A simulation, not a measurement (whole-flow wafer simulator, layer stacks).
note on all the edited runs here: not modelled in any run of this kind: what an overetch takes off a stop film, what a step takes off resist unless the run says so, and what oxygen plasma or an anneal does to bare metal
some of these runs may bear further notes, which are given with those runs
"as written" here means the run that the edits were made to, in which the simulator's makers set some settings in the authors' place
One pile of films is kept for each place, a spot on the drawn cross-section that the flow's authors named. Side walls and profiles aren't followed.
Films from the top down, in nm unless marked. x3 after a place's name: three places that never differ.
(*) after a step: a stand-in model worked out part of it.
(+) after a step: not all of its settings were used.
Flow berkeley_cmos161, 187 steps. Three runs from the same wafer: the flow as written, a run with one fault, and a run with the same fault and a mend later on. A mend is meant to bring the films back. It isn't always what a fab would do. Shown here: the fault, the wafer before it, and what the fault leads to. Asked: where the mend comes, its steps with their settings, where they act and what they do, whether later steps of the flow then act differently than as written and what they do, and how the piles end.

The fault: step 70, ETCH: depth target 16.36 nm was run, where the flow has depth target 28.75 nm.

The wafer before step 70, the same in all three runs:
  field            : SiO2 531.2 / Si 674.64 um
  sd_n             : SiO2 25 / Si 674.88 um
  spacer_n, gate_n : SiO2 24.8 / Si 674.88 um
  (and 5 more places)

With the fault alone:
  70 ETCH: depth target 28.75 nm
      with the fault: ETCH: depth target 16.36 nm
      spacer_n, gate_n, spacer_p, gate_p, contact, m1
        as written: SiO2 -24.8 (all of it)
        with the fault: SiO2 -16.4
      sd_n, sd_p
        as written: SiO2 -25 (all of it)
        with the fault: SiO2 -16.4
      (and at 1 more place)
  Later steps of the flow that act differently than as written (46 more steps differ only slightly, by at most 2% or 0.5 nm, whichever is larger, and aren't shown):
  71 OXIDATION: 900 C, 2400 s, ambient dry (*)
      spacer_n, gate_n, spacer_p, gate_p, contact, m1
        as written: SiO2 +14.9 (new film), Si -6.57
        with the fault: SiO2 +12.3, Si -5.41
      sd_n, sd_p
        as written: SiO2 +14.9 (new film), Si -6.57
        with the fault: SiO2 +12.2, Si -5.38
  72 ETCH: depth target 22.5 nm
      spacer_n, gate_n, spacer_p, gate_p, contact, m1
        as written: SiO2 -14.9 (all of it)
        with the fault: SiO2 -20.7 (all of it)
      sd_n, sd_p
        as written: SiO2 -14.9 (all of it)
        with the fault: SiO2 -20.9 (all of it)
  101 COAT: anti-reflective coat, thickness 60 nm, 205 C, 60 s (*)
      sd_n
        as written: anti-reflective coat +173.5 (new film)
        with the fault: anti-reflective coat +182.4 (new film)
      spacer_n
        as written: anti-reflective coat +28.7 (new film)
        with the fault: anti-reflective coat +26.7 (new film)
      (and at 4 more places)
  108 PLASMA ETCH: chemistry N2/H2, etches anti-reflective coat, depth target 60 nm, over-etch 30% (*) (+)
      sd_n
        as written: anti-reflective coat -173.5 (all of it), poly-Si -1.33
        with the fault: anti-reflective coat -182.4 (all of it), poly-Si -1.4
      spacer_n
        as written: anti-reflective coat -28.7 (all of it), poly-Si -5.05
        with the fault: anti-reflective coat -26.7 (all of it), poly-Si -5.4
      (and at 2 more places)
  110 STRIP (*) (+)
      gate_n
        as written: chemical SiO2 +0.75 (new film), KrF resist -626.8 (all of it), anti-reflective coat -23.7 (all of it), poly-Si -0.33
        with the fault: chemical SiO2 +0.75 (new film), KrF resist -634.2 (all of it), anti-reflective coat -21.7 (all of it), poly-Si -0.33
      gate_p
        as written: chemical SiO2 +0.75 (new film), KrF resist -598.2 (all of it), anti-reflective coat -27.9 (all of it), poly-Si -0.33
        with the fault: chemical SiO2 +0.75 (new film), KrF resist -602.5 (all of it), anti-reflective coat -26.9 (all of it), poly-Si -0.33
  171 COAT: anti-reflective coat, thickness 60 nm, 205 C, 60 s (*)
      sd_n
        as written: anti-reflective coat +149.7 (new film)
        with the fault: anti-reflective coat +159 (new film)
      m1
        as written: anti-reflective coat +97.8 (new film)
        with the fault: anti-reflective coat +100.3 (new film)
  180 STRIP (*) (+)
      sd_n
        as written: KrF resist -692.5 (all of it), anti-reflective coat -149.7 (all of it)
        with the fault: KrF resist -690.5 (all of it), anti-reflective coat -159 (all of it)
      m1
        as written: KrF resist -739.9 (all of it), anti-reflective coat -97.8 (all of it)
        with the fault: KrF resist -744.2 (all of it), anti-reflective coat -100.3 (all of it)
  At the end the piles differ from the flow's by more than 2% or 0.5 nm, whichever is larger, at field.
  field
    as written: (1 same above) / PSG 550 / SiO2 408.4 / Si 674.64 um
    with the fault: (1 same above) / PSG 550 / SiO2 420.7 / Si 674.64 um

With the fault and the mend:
  The mend comes after step 70.
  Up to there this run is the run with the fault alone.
  70a ETCH: depth target 12.39 nm (the flow's step 70 once more, with other settings)
      spacer_n, gate_n, spacer_p, gate_p, contact, m1
        SiO2 -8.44 (all of it)
      sd_n, sd_p
        SiO2 -8.68 (all of it)
      field
        SiO2 -12.4
  No later step of the flow acts differently than as written at any place that is followed.
  At the end the piles are the same as the flow's at every place that both follow.
